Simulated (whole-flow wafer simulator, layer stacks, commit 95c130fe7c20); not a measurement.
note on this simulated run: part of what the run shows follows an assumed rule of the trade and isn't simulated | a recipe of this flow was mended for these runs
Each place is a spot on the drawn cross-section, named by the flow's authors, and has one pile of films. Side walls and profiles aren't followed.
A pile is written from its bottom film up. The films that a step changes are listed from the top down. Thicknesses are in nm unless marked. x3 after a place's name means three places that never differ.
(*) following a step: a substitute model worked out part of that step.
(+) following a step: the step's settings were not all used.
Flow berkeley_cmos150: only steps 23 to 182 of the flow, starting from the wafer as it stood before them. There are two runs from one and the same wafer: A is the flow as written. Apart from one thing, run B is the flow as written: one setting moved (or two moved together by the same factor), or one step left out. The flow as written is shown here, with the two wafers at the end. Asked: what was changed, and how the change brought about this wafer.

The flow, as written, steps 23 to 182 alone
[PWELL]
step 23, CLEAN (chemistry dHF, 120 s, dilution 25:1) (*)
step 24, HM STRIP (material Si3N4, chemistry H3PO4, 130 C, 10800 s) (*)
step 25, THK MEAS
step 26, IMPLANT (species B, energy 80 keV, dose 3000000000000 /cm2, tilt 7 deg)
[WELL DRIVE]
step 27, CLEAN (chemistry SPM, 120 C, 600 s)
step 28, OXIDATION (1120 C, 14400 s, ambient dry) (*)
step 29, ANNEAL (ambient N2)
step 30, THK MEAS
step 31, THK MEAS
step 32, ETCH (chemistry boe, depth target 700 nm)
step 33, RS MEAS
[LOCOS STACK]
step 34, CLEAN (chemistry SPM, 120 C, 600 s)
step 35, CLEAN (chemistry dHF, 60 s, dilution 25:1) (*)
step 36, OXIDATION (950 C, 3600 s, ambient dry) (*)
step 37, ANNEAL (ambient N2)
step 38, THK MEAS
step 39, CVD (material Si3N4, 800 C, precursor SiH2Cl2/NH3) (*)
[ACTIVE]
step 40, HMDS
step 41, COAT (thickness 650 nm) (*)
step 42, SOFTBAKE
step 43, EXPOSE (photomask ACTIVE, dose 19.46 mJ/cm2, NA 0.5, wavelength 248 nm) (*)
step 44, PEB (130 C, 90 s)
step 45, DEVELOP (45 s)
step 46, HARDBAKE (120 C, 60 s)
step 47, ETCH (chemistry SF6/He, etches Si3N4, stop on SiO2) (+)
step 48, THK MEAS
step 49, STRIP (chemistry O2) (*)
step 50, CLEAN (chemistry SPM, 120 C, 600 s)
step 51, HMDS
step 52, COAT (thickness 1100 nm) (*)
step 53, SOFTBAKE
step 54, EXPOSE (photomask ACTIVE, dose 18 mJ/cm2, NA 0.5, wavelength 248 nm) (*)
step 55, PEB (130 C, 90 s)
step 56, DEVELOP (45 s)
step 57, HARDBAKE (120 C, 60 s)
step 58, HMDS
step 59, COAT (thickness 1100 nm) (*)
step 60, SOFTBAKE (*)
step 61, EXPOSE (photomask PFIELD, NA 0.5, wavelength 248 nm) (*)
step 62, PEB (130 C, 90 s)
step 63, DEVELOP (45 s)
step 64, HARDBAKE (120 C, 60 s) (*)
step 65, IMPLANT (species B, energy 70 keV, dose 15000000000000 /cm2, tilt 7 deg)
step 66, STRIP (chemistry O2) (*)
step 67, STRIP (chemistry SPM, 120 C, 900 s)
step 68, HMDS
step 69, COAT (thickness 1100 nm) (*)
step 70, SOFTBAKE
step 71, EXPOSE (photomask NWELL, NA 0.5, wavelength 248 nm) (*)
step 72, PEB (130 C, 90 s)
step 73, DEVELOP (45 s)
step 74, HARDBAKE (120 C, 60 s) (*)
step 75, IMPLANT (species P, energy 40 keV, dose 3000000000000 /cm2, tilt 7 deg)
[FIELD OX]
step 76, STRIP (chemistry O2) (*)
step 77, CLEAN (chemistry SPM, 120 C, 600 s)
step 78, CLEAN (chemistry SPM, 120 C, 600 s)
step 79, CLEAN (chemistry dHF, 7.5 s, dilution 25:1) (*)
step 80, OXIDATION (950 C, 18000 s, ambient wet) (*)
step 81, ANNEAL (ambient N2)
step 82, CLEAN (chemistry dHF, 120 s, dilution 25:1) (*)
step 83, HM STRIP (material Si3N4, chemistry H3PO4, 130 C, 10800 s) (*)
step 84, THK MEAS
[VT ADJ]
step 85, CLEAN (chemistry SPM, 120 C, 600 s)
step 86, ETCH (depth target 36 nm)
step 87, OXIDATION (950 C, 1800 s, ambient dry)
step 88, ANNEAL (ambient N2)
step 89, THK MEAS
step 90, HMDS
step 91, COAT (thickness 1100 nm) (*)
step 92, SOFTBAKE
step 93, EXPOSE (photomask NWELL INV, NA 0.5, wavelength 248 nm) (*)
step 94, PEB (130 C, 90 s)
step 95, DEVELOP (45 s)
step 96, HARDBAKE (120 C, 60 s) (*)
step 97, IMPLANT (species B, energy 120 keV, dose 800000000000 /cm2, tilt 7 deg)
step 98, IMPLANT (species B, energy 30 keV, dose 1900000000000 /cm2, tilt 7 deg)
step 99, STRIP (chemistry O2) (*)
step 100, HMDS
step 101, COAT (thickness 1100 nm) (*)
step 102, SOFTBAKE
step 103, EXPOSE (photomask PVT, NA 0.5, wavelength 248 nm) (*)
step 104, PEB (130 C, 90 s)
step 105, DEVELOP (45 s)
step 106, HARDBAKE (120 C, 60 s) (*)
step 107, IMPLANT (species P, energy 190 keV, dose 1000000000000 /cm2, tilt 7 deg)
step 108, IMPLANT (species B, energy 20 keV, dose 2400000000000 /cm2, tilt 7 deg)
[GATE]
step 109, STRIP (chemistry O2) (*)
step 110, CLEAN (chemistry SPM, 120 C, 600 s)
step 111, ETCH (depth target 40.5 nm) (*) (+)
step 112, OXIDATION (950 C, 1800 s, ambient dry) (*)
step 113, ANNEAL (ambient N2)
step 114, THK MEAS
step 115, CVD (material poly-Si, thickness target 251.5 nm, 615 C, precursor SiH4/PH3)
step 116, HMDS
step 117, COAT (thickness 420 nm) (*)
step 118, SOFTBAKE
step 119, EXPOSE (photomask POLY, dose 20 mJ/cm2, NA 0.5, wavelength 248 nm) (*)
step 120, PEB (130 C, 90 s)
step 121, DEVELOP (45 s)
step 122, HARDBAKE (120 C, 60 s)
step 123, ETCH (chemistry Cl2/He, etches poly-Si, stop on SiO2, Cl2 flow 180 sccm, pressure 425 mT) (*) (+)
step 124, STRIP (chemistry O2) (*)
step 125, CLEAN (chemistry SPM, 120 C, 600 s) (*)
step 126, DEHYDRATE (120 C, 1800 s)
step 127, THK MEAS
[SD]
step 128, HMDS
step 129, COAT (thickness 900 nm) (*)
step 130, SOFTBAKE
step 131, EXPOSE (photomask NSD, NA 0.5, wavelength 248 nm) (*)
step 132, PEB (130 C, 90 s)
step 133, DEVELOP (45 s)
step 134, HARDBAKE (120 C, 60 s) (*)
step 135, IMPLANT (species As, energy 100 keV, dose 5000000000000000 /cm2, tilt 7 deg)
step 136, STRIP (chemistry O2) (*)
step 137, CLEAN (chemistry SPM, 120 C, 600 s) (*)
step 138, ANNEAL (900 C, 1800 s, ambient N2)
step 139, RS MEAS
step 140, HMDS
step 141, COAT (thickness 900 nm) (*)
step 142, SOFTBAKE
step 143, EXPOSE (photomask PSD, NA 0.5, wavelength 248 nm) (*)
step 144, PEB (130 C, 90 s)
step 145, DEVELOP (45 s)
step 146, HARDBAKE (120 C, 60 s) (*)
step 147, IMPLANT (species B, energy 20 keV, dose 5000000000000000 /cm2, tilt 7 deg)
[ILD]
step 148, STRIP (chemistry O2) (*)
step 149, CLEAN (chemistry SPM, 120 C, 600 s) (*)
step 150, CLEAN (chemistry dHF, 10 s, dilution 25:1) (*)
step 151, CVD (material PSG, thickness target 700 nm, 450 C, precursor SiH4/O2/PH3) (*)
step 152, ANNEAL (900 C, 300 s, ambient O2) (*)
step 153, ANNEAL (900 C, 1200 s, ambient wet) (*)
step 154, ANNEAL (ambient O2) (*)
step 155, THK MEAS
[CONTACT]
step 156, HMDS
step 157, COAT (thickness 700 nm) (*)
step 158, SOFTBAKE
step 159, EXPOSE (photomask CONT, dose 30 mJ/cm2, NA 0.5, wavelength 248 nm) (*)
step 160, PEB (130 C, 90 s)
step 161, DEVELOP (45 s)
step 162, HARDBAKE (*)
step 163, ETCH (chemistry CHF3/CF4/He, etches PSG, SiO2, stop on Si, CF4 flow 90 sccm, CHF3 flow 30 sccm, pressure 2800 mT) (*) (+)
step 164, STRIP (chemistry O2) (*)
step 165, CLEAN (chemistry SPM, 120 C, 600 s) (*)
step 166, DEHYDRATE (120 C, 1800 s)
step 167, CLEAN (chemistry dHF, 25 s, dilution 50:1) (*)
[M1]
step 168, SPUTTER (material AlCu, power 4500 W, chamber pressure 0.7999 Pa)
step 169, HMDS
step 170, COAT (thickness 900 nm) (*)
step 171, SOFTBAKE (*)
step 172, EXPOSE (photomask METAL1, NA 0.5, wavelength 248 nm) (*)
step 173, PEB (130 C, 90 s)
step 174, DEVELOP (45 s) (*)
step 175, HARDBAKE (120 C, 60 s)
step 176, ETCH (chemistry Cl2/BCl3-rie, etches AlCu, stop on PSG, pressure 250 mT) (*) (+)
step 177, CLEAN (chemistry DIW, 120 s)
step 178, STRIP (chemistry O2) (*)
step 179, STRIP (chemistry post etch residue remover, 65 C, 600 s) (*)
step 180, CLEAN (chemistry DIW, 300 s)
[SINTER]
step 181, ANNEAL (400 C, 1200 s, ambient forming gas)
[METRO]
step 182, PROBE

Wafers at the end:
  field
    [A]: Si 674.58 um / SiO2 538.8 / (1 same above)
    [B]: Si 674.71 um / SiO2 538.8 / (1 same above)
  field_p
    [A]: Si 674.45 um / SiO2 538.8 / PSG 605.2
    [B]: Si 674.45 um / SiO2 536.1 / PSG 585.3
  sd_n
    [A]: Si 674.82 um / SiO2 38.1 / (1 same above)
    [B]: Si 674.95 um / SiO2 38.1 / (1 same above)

The reason: step 24, HM STRIP: 2400 s was run, whereas the flow has 10800 s.

How this came from the change, step by step:
  step 24, HM STRIP (material Si3N4, chemistry H3PO4, 130 C, 10800 s) (*)
      field, sd_n, gate_n, contact, m1: A -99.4 Si3N4 (all of it), -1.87 SiO2 | B -71.3 Si3N4
      field_p, sd_p, gate_p: A -2.72 SiO2 | B -0.6 SiO2
  step 28, OXIDATION (1120 C, 14400 s, ambient dry) (*)
      field, sd_n, gate_n, contact, m1: A +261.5 SiO2, -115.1 Si | B nothing
  step 32, ETCH (chemistry boe, depth target 700 nm)
      field, sd_n, gate_n, contact, m1: A -291.1 SiO2 (all of it) | B -7 Si3N4
  step 34, CLEAN (chemistry SPM, 120 C, 600 s)
      field, sd_n, gate_n, contact, m1: A +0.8 chemical SiO2 (new film), -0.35 Si | B nothing
  step 35, CLEAN (chemistry dHF, 60 s, dilution 25:1) (*)
      field, sd_n, gate_n, contact, m1: A -0.8 chemical SiO2 (all of it) | B -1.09 Si3N4
  step 36, OXIDATION (950 C, 3600 s, ambient dry) (*)
      field, sd_n, gate_n, contact, m1: A +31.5 SiO2 (new film), -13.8 Si | B nothing
  step 39, CVD (material Si3N4, 800 C, precursor SiH2Cl2/NH3) (*)
      field, sd_n, gate_n, contact, m1: A +106 Si3N4 (new film) | B +106 Si3N4
  step 41, COAT (thickness 650 nm) (*)
      field: A +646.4 KrF-resist (new film) | B +584 KrF-resist (new film)
      field_p: A +715.2 KrF-resist (new film) | B +788.7 KrF-resist (new film)
      (as well as at 3 more places)
  step 45, DEVELOP (45 s)
      field: A -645 KrF-resist (all of it) | B -582.8 KrF-resist (all of it)
      field_p: A -713.6 KrF-resist (all of it) | B -786.9 KrF-resist (all of it)
  step 46, HARDBAKE (120 C, 60 s)
      sd_n: A -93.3 KrF-resist | B -90.8 KrF-resist
      sd_p: A -102.4 KrF-resist | B -109.3 KrF-resist
      (as well as at 1 more place)
  step 47, ETCH (chemistry SF6/He, etches Si3N4, stop on SiO2) (+)
      sd_n, gate_n, sd_p, gate_p, contact, m1: A -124 KrF-resist | B -145.7 KrF-resist
      field: A -106 Si3N4 (all of it), -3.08 SiO2 | B -126.1 Si3N4 (all of it), -3.08 SiO2
      (as well as at 1 more place)
  step 49, STRIP (chemistry O2) (*)
      sd_n: A -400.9 KrF-resist (all of it) | B -365.2 KrF-resist (all of it)
      gate_n: A -409.3 KrF-resist (all of it) | B -381.8 KrF-resist (all of it)
      (as well as at 4 more places)
  step 52, COAT (thickness 1100 nm) (*)
      field: A +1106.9 thick-KrF-resist (new film) | B +1083.2 thick-KrF-resist (new film)
      field_p: A +1219.5 thick-KrF-resist (new film) | B +1308.7 thick-KrF-resist (new film)
      (as well as at 4 more places)
  step 56, DEVELOP (45 s)
      field: A -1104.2 thick-KrF-resist (all of it) | B -1080.6 thick-KrF-resist (all of it)
      field_p: A -1216.4 thick-KrF-resist (all of it) | B -1305.4 thick-KrF-resist (all of it)
  step 57, HARDBAKE (120 C, 60 s)
      sd_n: A -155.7 thick-KrF-resist | B -151.1 thick-KrF-resist
      sd_p: A -169.9 thick-KrF-resist | B -179.9 thick-KrF-resist
      (as well as at 2 more places)
  step 59, COAT (thickness 1100 nm) (*)
      field_p: A +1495 thick-KrF-resist (new film) | B +1590.7 thick-KrF-resist (new film)
      sd_p: A +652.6 thick-KrF-resist | B +677.2 thick-KrF-resist
      (as well as at 1 more place)
  ... another 29 steps ...
  step 178, STRIP (chemistry O2) (*)
      m1: A -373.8 thick-KrF-resist (all of it) | B -364.6 thick-KrF-resist (all of it)
